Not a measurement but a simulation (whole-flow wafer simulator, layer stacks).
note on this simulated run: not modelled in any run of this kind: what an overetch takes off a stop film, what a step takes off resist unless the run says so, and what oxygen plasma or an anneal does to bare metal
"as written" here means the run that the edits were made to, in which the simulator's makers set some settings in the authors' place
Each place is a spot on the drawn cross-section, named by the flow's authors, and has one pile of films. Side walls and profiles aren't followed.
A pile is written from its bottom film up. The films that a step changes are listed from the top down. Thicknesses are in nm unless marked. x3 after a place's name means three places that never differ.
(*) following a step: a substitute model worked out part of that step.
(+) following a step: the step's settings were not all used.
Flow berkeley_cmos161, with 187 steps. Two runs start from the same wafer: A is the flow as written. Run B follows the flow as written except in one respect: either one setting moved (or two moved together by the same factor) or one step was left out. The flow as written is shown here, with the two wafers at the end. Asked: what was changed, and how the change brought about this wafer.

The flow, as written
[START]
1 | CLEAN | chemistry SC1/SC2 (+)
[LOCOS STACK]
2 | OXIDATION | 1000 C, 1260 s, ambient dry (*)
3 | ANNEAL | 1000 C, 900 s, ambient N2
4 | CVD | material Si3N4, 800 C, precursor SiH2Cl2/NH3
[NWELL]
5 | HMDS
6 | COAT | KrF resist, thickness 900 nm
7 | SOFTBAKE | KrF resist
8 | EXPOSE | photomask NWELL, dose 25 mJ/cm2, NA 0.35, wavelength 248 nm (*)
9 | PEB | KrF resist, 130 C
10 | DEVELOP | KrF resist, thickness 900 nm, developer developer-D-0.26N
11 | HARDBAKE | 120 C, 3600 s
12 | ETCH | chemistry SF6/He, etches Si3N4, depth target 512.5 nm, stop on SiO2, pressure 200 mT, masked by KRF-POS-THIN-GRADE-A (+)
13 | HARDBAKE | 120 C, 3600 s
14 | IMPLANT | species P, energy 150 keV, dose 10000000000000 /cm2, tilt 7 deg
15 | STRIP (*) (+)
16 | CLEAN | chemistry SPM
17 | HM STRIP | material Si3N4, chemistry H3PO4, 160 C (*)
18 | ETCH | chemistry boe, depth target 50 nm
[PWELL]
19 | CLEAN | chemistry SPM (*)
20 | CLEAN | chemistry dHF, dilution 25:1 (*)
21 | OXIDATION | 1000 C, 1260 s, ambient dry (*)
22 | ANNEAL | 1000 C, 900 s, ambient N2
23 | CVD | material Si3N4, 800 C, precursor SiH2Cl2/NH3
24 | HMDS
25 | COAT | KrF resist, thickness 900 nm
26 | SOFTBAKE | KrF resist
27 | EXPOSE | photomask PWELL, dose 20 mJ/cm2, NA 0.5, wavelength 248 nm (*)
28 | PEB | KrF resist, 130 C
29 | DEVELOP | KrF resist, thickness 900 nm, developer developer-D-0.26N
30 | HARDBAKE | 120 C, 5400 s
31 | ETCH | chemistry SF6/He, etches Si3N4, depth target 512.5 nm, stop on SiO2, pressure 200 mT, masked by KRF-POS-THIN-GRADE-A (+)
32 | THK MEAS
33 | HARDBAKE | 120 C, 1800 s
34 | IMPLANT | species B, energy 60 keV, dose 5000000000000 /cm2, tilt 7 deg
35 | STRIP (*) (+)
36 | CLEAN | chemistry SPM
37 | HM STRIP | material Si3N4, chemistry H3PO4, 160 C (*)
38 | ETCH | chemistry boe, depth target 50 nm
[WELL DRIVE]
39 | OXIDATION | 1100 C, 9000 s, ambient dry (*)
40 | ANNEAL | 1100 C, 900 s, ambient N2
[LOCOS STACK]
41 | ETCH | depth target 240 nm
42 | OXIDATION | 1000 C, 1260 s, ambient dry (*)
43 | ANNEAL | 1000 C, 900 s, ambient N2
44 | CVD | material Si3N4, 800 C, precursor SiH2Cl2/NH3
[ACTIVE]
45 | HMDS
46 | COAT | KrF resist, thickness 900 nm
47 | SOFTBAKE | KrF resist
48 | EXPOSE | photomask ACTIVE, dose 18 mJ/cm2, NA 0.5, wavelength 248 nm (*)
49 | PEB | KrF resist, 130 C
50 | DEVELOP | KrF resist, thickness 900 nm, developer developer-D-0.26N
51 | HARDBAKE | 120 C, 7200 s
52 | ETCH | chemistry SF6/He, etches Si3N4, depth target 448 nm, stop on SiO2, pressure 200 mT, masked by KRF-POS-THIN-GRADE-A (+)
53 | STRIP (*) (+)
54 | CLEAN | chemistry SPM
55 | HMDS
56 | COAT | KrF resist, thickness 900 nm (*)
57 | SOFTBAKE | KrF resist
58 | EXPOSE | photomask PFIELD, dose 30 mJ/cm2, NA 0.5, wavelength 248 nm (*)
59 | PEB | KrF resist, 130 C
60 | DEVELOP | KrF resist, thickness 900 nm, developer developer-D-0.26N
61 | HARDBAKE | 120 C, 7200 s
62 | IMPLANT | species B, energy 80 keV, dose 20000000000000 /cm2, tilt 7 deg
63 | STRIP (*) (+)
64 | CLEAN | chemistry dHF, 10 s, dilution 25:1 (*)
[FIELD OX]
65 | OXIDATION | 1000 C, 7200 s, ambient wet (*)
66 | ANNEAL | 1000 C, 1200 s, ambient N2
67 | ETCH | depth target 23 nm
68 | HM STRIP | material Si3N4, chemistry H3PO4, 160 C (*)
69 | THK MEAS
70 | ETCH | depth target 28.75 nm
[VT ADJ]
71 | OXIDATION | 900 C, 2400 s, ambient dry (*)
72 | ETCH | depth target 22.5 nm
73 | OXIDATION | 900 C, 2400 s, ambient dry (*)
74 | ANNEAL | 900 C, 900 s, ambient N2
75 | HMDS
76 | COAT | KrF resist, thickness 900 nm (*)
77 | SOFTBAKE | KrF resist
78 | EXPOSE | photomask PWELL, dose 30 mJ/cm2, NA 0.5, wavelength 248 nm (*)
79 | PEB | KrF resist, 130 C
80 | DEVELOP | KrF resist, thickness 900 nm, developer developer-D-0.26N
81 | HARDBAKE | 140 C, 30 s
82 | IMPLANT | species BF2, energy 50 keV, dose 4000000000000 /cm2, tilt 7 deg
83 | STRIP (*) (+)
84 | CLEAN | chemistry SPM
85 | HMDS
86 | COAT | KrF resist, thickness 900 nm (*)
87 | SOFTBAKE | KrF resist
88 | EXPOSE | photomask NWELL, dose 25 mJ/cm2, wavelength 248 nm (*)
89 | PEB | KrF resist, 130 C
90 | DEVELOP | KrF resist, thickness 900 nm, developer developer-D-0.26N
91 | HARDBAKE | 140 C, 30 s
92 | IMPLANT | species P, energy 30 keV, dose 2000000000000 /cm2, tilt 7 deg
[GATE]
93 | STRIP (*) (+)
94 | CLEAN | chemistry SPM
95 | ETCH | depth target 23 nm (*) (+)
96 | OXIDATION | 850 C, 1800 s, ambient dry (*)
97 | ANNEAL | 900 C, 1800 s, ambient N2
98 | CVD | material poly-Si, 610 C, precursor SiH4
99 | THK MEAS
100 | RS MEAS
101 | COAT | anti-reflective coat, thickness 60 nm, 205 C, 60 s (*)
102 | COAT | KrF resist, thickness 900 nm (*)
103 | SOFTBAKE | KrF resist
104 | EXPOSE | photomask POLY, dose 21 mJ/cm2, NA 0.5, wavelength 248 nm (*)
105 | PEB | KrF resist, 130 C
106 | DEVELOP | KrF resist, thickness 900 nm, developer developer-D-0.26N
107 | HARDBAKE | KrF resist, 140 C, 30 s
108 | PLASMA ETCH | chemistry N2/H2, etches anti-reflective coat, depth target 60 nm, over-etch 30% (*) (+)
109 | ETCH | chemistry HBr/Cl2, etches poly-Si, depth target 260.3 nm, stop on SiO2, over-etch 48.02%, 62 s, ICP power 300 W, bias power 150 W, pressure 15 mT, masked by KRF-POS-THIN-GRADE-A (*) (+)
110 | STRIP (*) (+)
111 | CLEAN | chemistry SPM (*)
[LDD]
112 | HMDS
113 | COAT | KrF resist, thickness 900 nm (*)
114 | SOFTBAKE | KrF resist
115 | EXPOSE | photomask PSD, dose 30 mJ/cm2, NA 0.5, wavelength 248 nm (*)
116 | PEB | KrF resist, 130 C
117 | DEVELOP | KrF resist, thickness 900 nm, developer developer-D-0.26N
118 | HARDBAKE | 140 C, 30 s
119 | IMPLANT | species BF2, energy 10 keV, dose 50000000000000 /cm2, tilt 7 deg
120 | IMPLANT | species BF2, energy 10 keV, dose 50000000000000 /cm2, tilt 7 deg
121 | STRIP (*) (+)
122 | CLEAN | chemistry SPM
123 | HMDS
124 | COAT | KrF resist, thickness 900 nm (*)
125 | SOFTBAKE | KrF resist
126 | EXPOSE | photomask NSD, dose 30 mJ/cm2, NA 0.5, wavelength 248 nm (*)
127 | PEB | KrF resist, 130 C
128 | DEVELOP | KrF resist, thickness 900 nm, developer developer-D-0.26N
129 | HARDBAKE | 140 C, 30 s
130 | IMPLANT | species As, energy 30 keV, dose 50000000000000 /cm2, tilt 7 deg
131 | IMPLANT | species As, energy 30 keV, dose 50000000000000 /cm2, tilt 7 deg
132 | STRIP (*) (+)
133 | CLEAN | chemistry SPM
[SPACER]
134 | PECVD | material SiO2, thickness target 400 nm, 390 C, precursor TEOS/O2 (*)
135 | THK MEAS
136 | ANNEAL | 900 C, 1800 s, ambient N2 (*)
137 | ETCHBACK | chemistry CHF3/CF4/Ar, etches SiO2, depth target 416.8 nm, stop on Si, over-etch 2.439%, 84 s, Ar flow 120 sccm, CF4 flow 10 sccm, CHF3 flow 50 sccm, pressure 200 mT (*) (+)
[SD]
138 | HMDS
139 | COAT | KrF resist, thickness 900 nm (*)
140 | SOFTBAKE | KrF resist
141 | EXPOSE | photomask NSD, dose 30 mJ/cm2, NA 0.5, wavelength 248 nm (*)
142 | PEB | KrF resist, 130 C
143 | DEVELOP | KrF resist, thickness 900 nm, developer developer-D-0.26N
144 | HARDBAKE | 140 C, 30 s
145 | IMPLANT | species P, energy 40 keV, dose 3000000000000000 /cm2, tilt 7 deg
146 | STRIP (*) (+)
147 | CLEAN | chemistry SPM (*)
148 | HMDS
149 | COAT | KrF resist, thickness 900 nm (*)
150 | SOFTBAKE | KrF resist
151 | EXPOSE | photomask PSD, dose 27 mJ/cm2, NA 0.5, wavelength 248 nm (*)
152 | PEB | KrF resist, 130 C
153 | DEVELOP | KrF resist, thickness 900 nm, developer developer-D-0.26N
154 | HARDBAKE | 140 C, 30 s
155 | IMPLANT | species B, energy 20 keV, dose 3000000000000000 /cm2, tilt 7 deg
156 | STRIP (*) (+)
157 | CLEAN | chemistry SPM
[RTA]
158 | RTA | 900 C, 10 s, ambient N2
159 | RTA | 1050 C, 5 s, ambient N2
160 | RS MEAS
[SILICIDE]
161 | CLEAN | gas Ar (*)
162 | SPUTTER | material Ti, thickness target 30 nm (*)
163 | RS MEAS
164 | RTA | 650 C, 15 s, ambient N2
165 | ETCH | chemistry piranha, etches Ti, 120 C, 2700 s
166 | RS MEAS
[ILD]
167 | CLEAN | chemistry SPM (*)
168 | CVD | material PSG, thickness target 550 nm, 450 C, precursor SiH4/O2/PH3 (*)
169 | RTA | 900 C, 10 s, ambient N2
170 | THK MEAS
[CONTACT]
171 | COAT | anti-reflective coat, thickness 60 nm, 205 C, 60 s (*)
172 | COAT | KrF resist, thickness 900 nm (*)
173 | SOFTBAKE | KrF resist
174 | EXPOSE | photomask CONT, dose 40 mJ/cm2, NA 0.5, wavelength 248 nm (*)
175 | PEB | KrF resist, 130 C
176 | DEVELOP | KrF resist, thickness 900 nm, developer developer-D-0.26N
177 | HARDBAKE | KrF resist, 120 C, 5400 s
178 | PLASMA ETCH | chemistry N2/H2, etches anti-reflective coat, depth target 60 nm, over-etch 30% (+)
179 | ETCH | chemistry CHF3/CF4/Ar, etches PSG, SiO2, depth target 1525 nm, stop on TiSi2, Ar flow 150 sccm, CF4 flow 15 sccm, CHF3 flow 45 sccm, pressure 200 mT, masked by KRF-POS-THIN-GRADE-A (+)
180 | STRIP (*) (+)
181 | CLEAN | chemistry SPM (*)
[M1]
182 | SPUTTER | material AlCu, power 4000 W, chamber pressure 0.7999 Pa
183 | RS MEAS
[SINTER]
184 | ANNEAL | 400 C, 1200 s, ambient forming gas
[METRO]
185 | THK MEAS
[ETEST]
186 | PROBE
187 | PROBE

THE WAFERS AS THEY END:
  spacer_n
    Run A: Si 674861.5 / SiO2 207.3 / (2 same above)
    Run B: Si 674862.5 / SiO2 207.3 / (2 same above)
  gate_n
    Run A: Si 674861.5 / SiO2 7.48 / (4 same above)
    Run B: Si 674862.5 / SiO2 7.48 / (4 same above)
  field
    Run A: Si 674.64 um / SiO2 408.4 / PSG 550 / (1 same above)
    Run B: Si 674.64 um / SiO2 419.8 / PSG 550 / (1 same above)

The reason: step 70, ETCH: depth target 17.25 nm was run, while the flow as written has depth target 28.75 nm.

The path from the change to this, step by step:
  70 | ETCH | depth target 28.75 nm
      spacer_n, gate_n, spacer_p, gate_p, contact, m1: A SiO2 loses 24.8 (all of it) | B SiO2 loses 17.2
      sd_n, sd_p: A SiO2 loses 25 (all of it) | B SiO2 loses 17.2
      (also at 1 further place)
  71 | OXIDATION | 900 C, 2400 s, ambient dry (*)
      spacer_n, gate_n, spacer_p, gate_p, contact, m1: A SiO2 gains 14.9 (new film), Si loses 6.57 | B SiO2 gains 12.5, Si loses 5.49
      sd_n, sd_p: A SiO2 gains 14.9 (new film), Si loses 6.57 | B SiO2 gains 12.4, Si loses 5.47
  72 | ETCH | depth target 22.5 nm
      spacer_n, gate_n, spacer_p, gate_p, contact, m1: A SiO2 loses 14.9 (all of it) | B SiO2 loses 20 (all of it)
      sd_n, sd_p: A SiO2 loses 14.9 (all of it) | B SiO2 loses 20.2 (all of it)
  101 | COAT | anti-reflective coat, thickness 60 nm, 205 C, 60 s (*)
      sd_n: A anti-reflective coat gains 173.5 (new film) | B anti-reflective coat gains 181.9 (new film)
      spacer_n: A anti-reflective coat gains 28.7 (new film) | B anti-reflective coat gains 26.8 (new film)
      (also at 4 further places)
  108 | PLASMA ETCH | chemistry N2/H2, etches anti-reflective coat, depth target 60 nm, over-etch 30% (*) (+)
      sd_n: A anti-reflective coat loses 173.5 (all of it), poly-Si loses 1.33 | B anti-reflective coat loses 181.9 (all of it), poly-Si loses 1.4
      spacer_n: A anti-reflective coat loses 28.7 (all of it), poly-Si loses 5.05 | B anti-reflective coat loses 26.8 (all of it), poly-Si loses 5.37
      (also at 2 further places)
  110 | STRIP (*) (+)
      gate_n: A chemical SiO2 gains 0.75 (new film), KrF resist loses 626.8 (all of it), anti-reflective coat loses 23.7 (all of it), poly-Si loses 0.33 | B chemical SiO2 gains 0.75 (new film), KrF resist loses 633.7 (all of it), anti-reflective coat loses 21.8 (all of it), poly-Si loses 0.33
      gate_p: A chemical SiO2 gains 0.75 (new film), KrF resist loses 598.2 (all of it), anti-reflective coat loses 27.9 (all of it), poly-Si loses 0.33 | B chemical SiO2 gains 0.75 (new film), KrF resist loses 602.2 (all of it), anti-reflective coat loses 26.9 (all of it), poly-Si loses 0.33
  171 | COAT | anti-reflective coat, thickness 60 nm, 205 C, 60 s (*)
      sd_n: A anti-reflective coat gains 149.7 (new film) | B anti-reflective coat gains 158.2 (new film)
      m1: A anti-reflective coat gains 97.8 (new film) | B anti-reflective coat gains 100.3 (new film)
  180 | STRIP (*) (+)
      sd_n: A KrF resist loses 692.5 (all of it), anti-reflective coat loses 149.7 (all of it) | B KrF resist loses 690.8 (all of it), anti-reflective coat loses 158.2 (all of it)
      m1: A KrF resist loses 739.9 (all of it), anti-reflective coat loses 97.8 (all of it) | B KrF resist loses 743.8 (all of it), anti-reflective coat loses 100.3 (all of it)
